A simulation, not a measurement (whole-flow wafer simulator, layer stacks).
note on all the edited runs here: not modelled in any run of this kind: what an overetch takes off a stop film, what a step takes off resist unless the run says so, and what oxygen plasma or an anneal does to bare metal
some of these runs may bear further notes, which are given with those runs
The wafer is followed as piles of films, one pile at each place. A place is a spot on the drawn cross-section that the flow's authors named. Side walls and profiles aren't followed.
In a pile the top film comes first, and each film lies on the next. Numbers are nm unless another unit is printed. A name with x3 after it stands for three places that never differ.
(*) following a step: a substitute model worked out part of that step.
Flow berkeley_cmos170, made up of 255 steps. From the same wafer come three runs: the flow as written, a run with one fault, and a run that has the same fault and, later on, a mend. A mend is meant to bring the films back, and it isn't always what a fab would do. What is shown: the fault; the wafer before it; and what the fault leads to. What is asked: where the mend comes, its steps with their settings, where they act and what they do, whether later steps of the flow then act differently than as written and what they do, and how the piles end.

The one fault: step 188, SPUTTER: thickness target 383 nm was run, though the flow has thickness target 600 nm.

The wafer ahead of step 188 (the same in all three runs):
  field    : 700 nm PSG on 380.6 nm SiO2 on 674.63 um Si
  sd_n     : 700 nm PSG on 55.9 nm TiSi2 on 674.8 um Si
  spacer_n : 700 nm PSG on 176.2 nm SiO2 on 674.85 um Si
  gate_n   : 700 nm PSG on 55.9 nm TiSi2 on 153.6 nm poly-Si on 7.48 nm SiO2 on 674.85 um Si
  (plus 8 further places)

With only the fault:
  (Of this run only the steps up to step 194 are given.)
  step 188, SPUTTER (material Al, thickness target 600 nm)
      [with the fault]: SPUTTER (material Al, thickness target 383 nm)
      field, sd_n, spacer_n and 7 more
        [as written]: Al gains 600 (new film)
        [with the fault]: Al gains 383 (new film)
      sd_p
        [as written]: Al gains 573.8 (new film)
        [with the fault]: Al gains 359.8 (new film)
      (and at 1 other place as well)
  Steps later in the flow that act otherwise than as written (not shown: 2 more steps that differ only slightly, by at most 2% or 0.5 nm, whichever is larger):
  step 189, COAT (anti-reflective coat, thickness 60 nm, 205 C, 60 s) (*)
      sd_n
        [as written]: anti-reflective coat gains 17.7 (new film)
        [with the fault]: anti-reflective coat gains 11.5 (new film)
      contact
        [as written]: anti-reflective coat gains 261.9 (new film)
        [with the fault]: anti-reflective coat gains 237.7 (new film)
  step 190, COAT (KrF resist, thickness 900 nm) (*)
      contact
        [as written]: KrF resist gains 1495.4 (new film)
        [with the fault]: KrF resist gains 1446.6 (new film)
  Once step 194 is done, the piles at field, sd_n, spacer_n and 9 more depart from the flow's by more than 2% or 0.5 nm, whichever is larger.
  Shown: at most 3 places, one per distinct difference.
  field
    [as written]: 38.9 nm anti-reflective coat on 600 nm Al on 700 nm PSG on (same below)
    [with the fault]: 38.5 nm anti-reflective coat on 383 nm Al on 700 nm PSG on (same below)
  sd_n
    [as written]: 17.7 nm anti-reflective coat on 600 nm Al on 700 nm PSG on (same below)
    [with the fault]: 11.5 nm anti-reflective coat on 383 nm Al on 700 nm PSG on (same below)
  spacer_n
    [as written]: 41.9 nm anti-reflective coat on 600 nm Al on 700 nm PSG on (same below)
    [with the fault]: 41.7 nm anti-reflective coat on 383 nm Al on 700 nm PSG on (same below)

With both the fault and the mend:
  The mend follows step 188.
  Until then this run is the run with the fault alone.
  step 188a, ETCH (chemistry al pan, depth target 440.1 nm)
      field, sd_n, spacer_n and 7 more
        Al loses 383 (all of it)
      sd_p
        Al loses 359.8 (all of it)
      contact
        Al loses 269.5 (all of it)
  step 188b, SPUTTER (material Al, thickness target 600 nm) (a further turn of the flow's step 188)
      field, sd_n, spacer_n and 7 more
        Al gains 600 (new film)
      sd_p
        Al gains 573.8 (new film)
      contact
        Al gains 415.7 (new film)
  None of the later steps of the flow acts differently than as written at any place that is followed.
  At every place that both follow, the piles at the end match the flow's.
